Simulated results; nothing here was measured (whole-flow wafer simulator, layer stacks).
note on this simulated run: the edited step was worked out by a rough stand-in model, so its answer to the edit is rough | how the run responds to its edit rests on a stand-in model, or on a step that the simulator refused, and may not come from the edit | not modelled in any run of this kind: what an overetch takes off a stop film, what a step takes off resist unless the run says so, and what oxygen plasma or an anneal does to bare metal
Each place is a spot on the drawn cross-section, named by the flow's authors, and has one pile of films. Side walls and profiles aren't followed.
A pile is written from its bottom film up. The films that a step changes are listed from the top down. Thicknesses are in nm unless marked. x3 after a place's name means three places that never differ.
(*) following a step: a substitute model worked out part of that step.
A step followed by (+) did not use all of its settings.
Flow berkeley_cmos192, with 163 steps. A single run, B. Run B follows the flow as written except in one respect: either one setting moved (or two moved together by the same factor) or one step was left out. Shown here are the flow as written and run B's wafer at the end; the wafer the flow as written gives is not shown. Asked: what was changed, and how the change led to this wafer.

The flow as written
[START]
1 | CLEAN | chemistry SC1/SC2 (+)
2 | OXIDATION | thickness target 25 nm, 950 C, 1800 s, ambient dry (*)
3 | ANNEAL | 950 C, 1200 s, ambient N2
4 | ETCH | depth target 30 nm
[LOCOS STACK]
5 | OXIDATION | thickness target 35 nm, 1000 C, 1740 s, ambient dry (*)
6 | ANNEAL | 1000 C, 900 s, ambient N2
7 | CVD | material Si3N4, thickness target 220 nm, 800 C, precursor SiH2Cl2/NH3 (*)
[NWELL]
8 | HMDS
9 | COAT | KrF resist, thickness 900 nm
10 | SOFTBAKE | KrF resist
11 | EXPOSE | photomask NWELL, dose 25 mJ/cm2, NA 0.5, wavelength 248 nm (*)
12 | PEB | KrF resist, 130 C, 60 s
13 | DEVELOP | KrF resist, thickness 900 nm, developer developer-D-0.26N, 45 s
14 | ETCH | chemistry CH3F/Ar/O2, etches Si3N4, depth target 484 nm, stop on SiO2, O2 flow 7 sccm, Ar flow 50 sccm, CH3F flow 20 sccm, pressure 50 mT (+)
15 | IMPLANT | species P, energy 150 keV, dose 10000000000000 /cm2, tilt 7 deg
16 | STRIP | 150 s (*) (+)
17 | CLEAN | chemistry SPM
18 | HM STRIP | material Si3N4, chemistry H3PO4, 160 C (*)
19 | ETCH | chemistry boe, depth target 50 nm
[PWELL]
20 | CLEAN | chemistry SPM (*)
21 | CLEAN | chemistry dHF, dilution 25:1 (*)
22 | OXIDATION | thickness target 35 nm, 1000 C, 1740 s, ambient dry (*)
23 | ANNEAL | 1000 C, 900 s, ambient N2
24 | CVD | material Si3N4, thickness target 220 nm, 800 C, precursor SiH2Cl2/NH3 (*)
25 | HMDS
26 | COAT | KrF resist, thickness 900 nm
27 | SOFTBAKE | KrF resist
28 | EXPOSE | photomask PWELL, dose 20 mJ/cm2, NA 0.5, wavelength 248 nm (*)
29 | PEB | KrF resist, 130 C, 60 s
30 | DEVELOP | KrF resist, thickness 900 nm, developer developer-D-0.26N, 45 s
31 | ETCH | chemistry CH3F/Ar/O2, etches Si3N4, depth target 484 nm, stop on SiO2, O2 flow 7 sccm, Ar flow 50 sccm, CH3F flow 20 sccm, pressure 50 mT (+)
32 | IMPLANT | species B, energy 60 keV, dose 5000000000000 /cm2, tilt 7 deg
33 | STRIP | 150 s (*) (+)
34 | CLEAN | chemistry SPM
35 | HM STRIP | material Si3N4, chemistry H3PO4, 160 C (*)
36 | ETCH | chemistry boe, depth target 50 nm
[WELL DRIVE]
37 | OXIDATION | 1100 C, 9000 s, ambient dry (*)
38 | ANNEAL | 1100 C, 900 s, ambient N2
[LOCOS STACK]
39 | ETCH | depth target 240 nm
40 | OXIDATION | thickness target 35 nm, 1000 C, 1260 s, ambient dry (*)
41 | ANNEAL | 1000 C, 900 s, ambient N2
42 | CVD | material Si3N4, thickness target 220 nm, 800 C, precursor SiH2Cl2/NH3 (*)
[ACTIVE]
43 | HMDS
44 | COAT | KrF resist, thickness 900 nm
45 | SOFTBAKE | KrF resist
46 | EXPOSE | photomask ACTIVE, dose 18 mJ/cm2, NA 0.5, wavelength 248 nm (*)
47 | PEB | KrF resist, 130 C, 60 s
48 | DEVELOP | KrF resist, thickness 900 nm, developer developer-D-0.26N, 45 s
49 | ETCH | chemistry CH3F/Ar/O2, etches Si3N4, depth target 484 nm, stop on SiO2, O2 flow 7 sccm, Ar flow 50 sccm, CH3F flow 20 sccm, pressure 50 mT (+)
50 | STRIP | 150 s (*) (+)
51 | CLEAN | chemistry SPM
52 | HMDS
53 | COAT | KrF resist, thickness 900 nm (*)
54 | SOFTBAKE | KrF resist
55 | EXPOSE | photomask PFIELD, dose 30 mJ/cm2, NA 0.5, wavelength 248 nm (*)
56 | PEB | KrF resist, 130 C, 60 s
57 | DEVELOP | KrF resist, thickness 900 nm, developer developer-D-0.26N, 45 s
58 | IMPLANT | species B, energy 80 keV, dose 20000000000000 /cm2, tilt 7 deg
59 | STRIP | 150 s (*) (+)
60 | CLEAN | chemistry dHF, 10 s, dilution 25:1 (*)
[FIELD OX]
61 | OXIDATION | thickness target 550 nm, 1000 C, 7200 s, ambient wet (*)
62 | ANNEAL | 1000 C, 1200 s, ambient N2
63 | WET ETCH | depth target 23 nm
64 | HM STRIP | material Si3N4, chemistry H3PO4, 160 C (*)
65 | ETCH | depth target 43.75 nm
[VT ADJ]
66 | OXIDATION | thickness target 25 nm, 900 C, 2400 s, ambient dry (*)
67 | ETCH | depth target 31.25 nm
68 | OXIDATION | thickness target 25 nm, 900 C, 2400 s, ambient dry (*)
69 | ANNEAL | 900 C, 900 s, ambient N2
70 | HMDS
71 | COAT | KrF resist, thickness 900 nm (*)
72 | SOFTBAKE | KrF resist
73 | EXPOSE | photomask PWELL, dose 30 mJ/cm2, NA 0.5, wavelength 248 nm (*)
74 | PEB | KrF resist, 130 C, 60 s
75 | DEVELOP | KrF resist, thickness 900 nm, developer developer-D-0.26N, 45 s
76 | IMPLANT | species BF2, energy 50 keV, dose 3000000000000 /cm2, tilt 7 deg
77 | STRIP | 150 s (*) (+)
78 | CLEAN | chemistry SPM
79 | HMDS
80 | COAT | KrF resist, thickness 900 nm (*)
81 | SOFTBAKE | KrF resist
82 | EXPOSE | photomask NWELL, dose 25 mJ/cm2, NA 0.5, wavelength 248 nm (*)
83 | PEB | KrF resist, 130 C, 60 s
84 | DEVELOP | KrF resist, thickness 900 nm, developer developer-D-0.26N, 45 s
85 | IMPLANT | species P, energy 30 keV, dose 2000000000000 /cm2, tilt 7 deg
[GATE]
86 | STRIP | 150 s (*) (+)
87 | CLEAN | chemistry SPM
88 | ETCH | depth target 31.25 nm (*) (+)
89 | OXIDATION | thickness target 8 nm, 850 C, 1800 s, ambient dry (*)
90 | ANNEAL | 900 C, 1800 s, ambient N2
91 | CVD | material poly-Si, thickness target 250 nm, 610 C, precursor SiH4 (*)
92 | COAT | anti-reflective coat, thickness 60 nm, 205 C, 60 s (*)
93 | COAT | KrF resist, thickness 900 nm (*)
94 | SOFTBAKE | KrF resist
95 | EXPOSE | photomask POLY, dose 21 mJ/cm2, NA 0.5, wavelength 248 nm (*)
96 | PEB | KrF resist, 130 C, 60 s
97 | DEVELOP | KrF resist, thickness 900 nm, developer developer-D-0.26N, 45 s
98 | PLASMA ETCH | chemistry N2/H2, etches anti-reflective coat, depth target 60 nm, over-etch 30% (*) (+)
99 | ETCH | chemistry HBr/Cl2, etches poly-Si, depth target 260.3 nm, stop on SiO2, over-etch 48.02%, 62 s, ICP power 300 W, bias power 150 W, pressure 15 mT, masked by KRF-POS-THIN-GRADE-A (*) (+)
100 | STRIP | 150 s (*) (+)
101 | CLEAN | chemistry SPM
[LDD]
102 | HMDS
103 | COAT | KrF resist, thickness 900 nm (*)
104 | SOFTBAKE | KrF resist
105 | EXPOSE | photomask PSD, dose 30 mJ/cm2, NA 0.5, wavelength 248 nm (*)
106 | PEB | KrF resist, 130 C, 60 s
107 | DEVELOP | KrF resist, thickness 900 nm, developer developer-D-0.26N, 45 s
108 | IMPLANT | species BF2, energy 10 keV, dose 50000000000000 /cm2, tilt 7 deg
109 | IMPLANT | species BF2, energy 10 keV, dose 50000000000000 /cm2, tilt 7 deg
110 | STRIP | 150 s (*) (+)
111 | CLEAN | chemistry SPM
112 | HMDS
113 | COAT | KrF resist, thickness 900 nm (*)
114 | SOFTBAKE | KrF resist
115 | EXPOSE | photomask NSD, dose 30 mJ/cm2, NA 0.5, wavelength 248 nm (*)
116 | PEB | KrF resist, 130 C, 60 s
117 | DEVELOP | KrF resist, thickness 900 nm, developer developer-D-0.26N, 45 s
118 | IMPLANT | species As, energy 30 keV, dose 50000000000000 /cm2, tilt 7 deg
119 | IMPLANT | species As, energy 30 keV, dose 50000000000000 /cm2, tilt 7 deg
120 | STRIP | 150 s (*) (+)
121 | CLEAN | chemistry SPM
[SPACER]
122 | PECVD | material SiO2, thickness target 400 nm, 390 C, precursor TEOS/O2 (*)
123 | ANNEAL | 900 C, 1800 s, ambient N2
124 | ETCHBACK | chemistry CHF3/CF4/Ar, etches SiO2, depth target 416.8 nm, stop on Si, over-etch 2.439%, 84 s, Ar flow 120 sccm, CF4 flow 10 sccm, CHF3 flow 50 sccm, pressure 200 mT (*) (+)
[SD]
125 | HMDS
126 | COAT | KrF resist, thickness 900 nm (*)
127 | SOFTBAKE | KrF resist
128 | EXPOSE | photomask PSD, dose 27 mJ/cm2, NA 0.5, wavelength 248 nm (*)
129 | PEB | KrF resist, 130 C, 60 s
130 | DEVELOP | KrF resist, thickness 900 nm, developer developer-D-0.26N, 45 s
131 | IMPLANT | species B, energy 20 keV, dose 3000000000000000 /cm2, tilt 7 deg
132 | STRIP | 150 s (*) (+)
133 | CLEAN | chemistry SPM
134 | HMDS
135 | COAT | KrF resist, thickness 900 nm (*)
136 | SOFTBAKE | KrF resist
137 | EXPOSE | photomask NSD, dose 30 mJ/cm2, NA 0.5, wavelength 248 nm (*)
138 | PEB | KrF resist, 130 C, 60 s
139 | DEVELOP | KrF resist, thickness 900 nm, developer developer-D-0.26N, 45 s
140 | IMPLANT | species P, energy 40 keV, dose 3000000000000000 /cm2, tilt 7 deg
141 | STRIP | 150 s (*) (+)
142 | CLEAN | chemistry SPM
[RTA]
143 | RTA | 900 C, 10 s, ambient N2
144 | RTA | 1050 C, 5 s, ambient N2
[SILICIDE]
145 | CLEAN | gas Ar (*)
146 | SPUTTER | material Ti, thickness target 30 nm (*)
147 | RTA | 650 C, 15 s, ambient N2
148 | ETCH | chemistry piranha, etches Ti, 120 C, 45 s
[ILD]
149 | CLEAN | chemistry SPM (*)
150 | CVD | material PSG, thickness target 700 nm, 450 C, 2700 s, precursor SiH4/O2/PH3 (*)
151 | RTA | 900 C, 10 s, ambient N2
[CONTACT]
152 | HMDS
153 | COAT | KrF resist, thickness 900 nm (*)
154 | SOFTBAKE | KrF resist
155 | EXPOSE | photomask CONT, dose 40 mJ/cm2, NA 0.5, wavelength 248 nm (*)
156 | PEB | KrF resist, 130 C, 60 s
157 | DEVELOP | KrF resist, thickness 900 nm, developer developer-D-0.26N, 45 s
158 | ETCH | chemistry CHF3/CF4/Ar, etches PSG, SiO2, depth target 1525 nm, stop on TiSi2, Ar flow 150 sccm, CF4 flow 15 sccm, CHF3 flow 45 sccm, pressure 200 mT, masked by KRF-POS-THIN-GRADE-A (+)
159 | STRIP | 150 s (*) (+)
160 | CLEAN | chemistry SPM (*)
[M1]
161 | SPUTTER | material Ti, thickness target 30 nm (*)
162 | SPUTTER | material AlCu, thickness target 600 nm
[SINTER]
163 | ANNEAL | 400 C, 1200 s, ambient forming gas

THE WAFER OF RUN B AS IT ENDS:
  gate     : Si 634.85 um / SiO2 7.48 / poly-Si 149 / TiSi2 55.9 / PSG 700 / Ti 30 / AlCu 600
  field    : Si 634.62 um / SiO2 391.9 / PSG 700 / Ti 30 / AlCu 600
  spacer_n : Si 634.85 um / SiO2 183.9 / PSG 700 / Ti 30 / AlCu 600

Cause: step 91, CVD: thickness target 208 nm was run, whereas the flow has thickness target 250 nm.

Step by step, how the change led to this:
  91 | CVD | material poly-Si, thickness target 250 nm, 610 C, precursor SiH4 (*)
      field, sd_n, spacer_n and 6 more: +208 poly-Si (new film) (as written it would have been: +250 poly-Si (new film))
  92 | COAT | anti-reflective coat, thickness 60 nm, 205 C, 60 s (*)
      contact: +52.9 anti-reflective coat (new film) (as written it would have been: +54 anti-reflective coat (new film))
  98 | PLASMA ETCH | chemistry N2/H2, etches anti-reflective coat, depth target 60 nm, over-etch 30% (*) (+)
      contact: -52.9 anti-reflective coat (all of it), -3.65 poly-Si (as written it would have been: -54 anti-reflective coat (all of it), -3.7 poly-Si)
  99 | ETCH | chemistry HBr/Cl2, etches poly-Si, depth target 260.3 nm, stop on SiO2, over-etch 48.02%, 62 s, ICP power 300 W, bias power 150 W, pressure 15 mT, masked by KRF-POS-THIN-GRADE-A (*) (+)
      spacer_n, spacer_p: -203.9 poly-Si (all of it), -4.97 SiO2 (as written it would have been: -245.8 poly-Si (all of it), -1.74 SiO2)
      field: -203.9 poly-Si (all of it), -4.96 SiO2 (as written it would have been: -245.8 poly-Si (all of it), -1.74 SiO2)
      (and at 4 other places as well)
  103 | COAT | KrF resist, thickness 900 nm (*)
      gate: +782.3 KrF resist (new film) (as written it would have been: +748 KrF resist (new film))
      gate_p: +778.3 KrF resist (new film) (as written it would have been: +744.1 KrF resist (new film))
  107 | DEVELOP | KrF resist, thickness 900 nm, developer developer-D-0.26N, 45 s
      gate_p: -777.1 KrF resist (all of it) (as written it would have been: -742.9 KrF resist (all of it))
  110 | STRIP | 150 s (*) (+)
      gate: -766.8 KrF resist (all of it), +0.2 chemical SiO2, -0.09 poly-Si (as written it would have been: -732.7 KrF resist (all of it), +0.2 chemical SiO2, -0.09 poly-Si)
  113 | COAT | KrF resist, thickness 900 nm (*)
      gate: +781.5 KrF resist (new film) (as written it would have been: +747.9 KrF resist (new film))
      gate_p: +777.5 KrF resist (new film) (as written it would have been: +743.9 KrF resist (new film))
  117 | DEVELOP | KrF resist, thickness 900 nm, developer developer-D-0.26N, 45 s
      gate: -780.3 KrF resist (all of it) (as written it would have been: -746.8 KrF resist (all of it))
  120 | STRIP | 150 s (*) (+)
      gate_p: -762.1 KrF resist (all of it), +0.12 chemical SiO2, -0.05 poly-Si (as written it would have been: -728.6 KrF resist (all of it), +0.12 chemical SiO2, -0.05 poly-Si)
  124 | ETCHBACK | chemistry CHF3/CF4/Ar, etches SiO2, depth target 416.8 nm, stop on Si, over-etch 2.439%, 84 s, Ar flow 120 sccm, CF4 flow 10 sccm, CHF3 flow 50 sccm, pressure 200 mT (*) (+)
      spacer_n: -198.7 SiO2 (as written it would have been: -160 SiO2)
      spacer_p: -198.7 SiO2 (as written it would have been: -159.9 SiO2)
  126 | COAT | KrF resist, thickness 900 nm (*)
      spacer_n: +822 KrF resist (new film) (as written it would have been: +791.6 KrF resist (new film))
      gate: +801.2 KrF resist (new film) (as written it would have been: +771.5 KrF resist (new film))
      (and at 2 other places as well)
  130 | DEVELOP | KrF resist, thickness 900 nm, developer developer-D-0.26N, 45 s
      spacer_p: -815 KrF resist (all of it) (as written it would have been: -784.6 KrF resist (all of it))
      gate_p: -794 KrF resist (all of it) (as written it would have been: -764.3 KrF resist (all of it))
  132 | STRIP | 150 s (*) (+)
      spacer_n: -806.5 KrF resist (all of it) (as written it would have been: -776.1 KrF resist (all of it))
      gate: +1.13 chemical SiO2 (new film), -785.7 KrF resist (all of it), -0.5 poly-Si (as written it would have been: +1.13 chemical SiO2 (new film), -756.1 KrF resist (all of it), -0.5 poly-Si)
  135 | COAT | KrF resist, thickness 900 nm (*)
      spacer_n: +821.6 KrF resist (new film) (as written it would have been: +791.1 KrF resist (new film))
      gate: +800.1 KrF resist (new film) (as written it would have been: +770.3 KrF resist (new film))
      (and at 2 other places as well)
  139 | DEVELOP | KrF resist, thickness 900 nm, developer developer-D-0.26N, 45 s
      spacer_n: -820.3 KrF resist (all of it) (as written it would have been: -789.9 KrF resist (all of it))
      gate: -798.8 KrF resist (all of it) (as written it would have been: -769.1 KrF resist (all of it))
  ... 2 other steps ...
  159 | STRIP | 150 s (*) (+)
      spacer_n: -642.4 KrF resist (all of it) (as written it would have been: -620.3 KrF resist (all of it))
      gate: -619.9 KrF resist (all of it) (as written it would have been: -600.1 KrF resist (all of it))
      (and at 2 other places as well)
